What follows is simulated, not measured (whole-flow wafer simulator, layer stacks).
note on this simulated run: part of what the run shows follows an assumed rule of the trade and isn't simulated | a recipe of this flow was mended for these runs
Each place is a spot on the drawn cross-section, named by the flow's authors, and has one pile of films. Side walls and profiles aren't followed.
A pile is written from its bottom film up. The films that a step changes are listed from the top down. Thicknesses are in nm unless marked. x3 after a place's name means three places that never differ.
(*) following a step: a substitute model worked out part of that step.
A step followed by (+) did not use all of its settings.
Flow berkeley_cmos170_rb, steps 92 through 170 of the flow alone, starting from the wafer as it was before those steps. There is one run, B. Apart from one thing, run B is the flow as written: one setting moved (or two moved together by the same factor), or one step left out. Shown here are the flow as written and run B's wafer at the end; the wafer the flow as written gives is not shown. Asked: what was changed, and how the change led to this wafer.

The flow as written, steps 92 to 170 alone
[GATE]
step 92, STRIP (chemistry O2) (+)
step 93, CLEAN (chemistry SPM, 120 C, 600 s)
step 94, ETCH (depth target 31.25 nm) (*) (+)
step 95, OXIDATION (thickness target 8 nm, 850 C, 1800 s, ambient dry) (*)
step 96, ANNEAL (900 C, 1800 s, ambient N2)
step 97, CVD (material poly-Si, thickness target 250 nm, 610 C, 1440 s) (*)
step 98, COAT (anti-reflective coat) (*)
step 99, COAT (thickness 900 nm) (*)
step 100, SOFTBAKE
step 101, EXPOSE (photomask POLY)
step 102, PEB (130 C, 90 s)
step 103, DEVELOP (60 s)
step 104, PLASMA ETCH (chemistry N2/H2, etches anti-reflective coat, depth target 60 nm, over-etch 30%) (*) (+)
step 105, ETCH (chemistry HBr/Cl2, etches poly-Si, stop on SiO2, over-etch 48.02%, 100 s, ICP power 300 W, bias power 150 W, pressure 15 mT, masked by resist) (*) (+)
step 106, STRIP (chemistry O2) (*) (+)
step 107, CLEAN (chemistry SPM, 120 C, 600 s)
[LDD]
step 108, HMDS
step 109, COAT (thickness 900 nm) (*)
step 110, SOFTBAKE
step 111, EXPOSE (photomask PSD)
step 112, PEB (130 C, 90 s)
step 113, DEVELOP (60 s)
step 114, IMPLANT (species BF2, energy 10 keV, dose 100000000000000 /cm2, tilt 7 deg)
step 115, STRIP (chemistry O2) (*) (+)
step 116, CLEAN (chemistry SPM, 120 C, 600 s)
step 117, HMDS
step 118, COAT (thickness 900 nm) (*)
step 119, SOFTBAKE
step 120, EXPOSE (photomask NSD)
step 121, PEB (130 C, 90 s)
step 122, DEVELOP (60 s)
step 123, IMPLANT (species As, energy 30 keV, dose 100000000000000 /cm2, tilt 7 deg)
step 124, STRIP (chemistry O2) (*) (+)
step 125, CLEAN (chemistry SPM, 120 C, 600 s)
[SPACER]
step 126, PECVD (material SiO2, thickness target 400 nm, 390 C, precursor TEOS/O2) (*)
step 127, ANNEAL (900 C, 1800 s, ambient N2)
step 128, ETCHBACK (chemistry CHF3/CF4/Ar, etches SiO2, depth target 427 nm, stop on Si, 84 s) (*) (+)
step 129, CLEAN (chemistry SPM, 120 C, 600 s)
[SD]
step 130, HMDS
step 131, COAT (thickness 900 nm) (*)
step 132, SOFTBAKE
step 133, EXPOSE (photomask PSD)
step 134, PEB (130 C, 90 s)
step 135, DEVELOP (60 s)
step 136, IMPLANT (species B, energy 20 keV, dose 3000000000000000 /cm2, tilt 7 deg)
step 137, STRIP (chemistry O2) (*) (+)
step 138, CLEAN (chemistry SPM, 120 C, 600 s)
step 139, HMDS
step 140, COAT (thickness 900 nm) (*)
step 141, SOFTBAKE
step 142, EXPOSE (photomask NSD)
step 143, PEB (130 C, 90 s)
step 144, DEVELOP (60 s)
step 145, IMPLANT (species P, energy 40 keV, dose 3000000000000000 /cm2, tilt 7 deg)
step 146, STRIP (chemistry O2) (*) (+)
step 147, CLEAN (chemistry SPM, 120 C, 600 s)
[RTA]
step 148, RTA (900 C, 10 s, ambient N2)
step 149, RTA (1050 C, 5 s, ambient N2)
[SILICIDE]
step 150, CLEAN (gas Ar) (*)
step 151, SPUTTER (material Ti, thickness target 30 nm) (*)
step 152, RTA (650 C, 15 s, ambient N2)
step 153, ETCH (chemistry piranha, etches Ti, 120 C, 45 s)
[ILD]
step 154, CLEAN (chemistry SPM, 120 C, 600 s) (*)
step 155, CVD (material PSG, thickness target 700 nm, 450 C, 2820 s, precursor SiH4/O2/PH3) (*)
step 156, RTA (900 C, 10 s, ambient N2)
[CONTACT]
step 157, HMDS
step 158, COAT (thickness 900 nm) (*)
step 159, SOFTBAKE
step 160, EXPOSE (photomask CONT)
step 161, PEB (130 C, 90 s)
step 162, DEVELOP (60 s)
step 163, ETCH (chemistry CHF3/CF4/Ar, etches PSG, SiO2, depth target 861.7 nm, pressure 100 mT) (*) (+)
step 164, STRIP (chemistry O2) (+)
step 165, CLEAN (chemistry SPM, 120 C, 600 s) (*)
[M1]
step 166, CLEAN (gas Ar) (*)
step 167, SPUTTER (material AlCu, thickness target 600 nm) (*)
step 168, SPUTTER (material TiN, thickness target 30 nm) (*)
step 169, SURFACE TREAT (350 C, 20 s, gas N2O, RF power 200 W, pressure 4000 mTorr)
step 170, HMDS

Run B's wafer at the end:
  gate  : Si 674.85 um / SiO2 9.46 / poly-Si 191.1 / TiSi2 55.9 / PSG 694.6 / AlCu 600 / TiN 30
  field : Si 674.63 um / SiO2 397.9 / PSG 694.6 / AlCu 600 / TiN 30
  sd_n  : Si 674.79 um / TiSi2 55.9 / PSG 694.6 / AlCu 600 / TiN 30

What caused this: step 95, OXIDATION: thickness target 11.6 nm was run, whereas the flow has thickness target 8 nm; step 95, OXIDATION: 2610 s was run, where the flow has 1800 s.

The path from the change to this, step by step:
  step 95, OXIDATION (thickness target 8 nm, 850 C, 1800 s, ambient dry) (*)
      sd_n, spacer_n, gate, sd_p, spacer_p, gate_p, contact, m1: +9.46 SiO2 (new film), -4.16 Si (it would be, as written: +7.53 SiO2 (new film), -3.31 Si)
